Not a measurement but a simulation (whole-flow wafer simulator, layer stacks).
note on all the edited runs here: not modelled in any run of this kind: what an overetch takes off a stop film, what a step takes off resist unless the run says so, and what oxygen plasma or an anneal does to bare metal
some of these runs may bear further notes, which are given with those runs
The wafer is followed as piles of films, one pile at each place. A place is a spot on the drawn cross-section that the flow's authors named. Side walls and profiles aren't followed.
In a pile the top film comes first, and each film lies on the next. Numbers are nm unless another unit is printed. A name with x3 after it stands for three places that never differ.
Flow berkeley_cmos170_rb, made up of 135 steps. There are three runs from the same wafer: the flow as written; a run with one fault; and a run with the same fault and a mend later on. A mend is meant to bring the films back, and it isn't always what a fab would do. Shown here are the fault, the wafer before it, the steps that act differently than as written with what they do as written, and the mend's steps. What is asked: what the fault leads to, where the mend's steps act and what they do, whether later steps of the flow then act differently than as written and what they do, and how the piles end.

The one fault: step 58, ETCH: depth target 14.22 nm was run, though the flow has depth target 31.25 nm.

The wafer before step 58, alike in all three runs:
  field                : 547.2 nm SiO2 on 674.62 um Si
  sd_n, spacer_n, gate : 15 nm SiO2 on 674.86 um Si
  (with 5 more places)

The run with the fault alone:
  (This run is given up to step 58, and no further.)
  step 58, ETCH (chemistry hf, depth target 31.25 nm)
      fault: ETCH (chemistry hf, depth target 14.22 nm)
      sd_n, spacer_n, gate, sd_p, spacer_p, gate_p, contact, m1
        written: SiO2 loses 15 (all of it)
        fault: SiO2 loses 14.2
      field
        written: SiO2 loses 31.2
        fault: SiO2 loses 14.2
  Once step 58 is done, the piles at field, sd_n, spacer_n and 6 more depart from the flow's by more than 2% or 0.5 nm, whichever is larger.
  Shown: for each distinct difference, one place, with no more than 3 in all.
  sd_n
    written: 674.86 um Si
    fault: 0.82 nm SiO2 on 674.86 um Si
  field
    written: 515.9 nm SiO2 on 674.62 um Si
    fault: 532.9 nm SiO2 on 674.62 um Si

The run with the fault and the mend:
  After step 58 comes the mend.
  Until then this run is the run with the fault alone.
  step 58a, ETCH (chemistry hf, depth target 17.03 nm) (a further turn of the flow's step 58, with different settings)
      sd_n, spacer_n, gate, sd_p, spacer_p, gate_p, contact, m1
        SiO2 loses 0.82 (all of it)
      field
        SiO2 loses 17
  None of the later steps of the flow differs from how it acts as written, at any place that is followed, by more than 2% or 0.5 nm, whichever is larger.
  At every place that both follow, the piles at the end match the flow's.
